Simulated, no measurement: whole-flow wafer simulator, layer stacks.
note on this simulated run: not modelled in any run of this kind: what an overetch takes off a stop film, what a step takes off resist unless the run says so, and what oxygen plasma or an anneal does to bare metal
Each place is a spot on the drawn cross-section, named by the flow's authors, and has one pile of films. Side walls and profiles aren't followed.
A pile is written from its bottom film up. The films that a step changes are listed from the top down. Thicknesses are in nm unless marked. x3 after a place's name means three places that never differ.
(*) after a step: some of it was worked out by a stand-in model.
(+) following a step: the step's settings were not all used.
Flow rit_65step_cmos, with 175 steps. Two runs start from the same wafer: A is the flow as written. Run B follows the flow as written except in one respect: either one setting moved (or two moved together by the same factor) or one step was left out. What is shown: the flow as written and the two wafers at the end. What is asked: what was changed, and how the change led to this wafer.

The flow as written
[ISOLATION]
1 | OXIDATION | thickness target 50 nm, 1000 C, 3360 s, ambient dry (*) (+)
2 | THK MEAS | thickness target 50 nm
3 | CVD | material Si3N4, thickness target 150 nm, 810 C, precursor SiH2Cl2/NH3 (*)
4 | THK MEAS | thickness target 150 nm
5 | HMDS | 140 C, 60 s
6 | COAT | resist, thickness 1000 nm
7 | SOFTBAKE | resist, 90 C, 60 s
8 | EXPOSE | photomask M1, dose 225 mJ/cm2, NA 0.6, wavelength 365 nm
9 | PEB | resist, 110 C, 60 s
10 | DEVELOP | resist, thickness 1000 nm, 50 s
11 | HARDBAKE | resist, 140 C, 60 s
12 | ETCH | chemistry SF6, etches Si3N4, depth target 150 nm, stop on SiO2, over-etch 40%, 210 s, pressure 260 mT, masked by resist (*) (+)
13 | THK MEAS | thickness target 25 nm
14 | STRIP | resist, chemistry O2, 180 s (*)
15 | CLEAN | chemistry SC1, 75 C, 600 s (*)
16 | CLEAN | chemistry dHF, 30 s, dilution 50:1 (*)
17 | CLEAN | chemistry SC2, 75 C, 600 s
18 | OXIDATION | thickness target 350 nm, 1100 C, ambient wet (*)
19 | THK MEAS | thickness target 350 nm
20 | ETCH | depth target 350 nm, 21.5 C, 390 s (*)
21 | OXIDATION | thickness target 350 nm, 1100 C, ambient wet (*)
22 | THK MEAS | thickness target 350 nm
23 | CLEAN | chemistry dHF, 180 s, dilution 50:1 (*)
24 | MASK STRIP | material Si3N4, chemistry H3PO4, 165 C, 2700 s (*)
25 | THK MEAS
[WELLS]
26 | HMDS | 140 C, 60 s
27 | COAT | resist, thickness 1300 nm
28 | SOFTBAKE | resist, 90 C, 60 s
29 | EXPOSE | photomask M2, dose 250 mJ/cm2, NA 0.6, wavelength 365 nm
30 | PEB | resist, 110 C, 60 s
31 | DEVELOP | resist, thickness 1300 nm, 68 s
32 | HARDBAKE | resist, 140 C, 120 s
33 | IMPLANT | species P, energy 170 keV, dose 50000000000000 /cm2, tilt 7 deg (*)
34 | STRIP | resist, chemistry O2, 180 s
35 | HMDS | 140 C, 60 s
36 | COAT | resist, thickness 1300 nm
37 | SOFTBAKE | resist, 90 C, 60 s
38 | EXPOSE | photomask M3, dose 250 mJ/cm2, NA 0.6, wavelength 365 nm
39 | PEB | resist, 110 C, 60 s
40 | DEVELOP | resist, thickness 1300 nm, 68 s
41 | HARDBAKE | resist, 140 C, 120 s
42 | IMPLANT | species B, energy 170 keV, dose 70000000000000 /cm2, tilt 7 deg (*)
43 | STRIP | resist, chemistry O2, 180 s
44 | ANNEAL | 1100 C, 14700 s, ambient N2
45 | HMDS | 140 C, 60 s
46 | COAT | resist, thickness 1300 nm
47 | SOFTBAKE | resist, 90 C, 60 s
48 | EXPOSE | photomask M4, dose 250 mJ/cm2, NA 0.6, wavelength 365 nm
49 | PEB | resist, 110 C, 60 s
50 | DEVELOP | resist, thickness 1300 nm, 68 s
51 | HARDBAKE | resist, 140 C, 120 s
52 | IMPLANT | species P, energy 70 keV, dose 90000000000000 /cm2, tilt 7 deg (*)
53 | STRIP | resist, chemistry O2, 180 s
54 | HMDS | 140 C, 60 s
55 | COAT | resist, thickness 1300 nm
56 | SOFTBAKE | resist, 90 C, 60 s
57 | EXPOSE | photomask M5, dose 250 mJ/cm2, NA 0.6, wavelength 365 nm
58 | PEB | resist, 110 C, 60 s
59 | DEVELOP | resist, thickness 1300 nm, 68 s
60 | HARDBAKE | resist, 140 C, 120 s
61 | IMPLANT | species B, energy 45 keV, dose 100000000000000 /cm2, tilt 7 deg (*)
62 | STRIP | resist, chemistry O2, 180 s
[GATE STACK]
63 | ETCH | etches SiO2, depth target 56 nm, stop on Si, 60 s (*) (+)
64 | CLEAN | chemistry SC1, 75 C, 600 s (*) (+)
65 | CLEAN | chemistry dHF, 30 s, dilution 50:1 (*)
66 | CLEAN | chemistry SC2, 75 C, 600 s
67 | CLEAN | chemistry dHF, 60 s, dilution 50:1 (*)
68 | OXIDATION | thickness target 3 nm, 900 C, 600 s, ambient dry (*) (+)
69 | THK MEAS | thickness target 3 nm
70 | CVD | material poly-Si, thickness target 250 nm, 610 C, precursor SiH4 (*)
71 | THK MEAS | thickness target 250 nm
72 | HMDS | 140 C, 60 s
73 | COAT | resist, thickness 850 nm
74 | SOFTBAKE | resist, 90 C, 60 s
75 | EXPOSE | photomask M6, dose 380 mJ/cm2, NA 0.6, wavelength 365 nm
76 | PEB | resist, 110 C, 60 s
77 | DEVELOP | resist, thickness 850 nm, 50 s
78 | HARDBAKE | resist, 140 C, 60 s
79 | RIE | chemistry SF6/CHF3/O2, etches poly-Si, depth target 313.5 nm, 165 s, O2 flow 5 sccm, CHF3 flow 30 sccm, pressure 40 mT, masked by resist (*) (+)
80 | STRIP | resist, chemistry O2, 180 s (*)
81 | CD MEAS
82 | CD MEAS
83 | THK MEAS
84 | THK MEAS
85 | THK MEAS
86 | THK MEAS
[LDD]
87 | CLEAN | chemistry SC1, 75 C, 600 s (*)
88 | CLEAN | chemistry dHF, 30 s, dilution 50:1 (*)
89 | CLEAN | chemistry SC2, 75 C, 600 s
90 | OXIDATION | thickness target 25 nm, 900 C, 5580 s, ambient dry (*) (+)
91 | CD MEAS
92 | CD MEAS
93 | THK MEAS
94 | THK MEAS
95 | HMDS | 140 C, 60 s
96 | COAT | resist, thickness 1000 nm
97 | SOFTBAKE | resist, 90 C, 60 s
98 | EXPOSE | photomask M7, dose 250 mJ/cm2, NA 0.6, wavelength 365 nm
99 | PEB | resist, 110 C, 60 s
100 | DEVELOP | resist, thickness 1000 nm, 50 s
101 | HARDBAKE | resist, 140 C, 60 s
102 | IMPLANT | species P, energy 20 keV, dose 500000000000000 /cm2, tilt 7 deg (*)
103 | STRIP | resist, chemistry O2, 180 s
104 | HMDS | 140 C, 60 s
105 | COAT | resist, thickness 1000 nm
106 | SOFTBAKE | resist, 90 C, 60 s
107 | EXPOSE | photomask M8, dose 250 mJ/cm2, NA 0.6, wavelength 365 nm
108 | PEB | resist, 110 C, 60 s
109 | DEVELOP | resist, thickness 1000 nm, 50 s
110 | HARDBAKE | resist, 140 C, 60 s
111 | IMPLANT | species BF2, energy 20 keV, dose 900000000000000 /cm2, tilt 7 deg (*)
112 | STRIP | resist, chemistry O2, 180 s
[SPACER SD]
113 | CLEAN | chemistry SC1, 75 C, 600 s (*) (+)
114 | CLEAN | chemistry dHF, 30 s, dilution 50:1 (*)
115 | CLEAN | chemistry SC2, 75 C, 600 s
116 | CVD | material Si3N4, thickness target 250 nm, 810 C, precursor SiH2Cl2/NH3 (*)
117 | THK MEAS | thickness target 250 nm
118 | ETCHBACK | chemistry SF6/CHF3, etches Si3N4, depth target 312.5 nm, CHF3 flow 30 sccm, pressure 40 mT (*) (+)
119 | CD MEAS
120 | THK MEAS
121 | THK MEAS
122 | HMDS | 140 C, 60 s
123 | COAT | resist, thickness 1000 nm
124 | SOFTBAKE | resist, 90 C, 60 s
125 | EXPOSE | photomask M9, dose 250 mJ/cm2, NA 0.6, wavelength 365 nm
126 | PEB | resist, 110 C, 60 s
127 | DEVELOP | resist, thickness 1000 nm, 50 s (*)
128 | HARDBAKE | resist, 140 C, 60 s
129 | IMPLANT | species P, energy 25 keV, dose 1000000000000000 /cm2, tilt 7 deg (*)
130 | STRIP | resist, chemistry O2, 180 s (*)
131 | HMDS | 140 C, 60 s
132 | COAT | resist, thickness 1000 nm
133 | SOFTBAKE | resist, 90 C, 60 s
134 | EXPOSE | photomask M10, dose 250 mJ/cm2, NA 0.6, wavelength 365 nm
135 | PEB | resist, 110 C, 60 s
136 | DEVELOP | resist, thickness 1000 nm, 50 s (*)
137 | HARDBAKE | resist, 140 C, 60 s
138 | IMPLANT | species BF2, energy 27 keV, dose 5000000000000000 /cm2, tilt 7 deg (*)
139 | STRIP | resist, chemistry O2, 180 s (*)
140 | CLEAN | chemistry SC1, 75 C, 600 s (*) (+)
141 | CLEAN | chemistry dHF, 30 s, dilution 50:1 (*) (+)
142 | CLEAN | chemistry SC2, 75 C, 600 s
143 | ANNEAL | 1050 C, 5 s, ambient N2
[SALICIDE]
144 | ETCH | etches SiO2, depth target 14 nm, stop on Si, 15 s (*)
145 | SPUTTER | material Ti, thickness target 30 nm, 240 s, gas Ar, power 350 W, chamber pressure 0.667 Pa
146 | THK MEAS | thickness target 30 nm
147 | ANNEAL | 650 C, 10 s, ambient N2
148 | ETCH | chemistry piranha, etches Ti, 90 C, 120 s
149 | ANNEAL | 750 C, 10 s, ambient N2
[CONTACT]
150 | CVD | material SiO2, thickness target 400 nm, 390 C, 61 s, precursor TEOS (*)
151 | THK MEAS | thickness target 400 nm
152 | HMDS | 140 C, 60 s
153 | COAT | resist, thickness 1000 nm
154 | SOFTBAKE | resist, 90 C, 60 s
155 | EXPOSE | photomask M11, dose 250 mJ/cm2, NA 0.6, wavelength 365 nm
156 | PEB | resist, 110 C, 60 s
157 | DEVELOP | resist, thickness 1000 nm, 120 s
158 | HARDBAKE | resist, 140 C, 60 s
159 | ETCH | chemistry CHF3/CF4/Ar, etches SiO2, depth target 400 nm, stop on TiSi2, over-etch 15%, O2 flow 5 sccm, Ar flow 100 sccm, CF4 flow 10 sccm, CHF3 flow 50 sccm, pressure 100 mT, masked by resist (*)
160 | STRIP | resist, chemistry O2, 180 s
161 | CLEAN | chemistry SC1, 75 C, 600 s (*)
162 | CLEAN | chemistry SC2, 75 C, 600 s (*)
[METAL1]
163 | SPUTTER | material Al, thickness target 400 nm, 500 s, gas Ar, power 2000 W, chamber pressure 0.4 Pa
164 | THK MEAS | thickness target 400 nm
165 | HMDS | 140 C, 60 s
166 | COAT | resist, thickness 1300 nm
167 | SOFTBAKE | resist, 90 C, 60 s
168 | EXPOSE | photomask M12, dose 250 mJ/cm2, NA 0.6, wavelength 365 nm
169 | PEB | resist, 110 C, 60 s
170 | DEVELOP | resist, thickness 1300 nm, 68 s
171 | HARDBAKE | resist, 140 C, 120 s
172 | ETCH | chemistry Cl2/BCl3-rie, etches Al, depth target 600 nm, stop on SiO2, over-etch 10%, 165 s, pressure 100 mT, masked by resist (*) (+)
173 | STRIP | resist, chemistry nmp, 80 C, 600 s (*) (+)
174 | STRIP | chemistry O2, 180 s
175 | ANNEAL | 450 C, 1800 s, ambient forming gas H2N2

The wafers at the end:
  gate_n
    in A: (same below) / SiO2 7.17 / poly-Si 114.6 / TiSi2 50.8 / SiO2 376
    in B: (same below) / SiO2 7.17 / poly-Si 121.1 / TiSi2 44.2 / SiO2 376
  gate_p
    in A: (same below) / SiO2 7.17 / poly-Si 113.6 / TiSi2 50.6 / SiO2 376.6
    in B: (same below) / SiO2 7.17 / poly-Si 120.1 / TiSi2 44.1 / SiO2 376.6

Cause: step 145, SPUTTER: thickness target 26 nm was run, though the flow has thickness target 30 nm.

The path from the change to this, step by step:
  145 | SPUTTER | material Ti, thickness target 30 nm, 240 s, gas Ar, power 350 W, chamber pressure 0.667 Pa
      field, field_pw, field_nw, field_p, spacer, spacer_p: A Ti gains 30 (new film) | B Ti gains 26 (new film)
      gate_n: A Ti gains 27.3 (new film) | B Ti gains 23.6 (new film)
      (and at 1 other place as well)
  147 | ANNEAL | 650 C, 10 s, ambient N2
      gate_n: A Ti loses 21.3, TiSi first gains 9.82 (new film), TiSi2 C49 gains 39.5 (new film), poly-Si loses 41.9 | B Ti loses 18.4, TiSi first gains 2.51 (new film), TiSi2 C49 gains 43.1 (new film), poly-Si loses 40.3
      gate_p: A Ti loses 21.2, TiSi first gains 9.56 (new film), TiSi2 C49 gains 39.6 (new film), poly-Si loses 41.9 | B Ti loses 18.3, TiSi first gains 2.31 (new film), TiSi2 C49 gains 43.2 (new film), poly-Si loses 40.3
  148 | ETCH | chemistry piranha, etches Ti, 90 C, 120 s
      field, field_pw, field_nw, field_p, spacer, spacer_p: A Ti loses 30 (all of it) | B Ti loses 26 (all of it)
      gate_n: A Ti loses 6 (all of it), TiSi first loses 0.1 | B Ti loses 5.2 (all of it), TiSi first loses 0.1
      (and at 1 other place as well)
  149 | ANNEAL | 750 C, 10 s, ambient N2
      gate_n: A TiSi2 gains 50.8 (new film), TiSi first loses 9.72 (all of it), TiSi2 C49 loses 39.5 (all of it), poly-Si loses 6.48 | B TiSi2 gains 44.2 (new film), TiSi first loses 2.4 (all of it), TiSi2 C49 loses 43.1 (all of it), poly-Si loses 1.6
      gate_p: A TiSi2 gains 50.6 (new film), TiSi first loses 9.46 (all of it), TiSi2 C49 loses 39.6 (all of it), poly-Si loses 6.31 | B TiSi2 gains 44.1 (new film), TiSi first loses 2.2 (all of it), TiSi2 C49 loses 43.2 (all of it), poly-Si loses 1.47
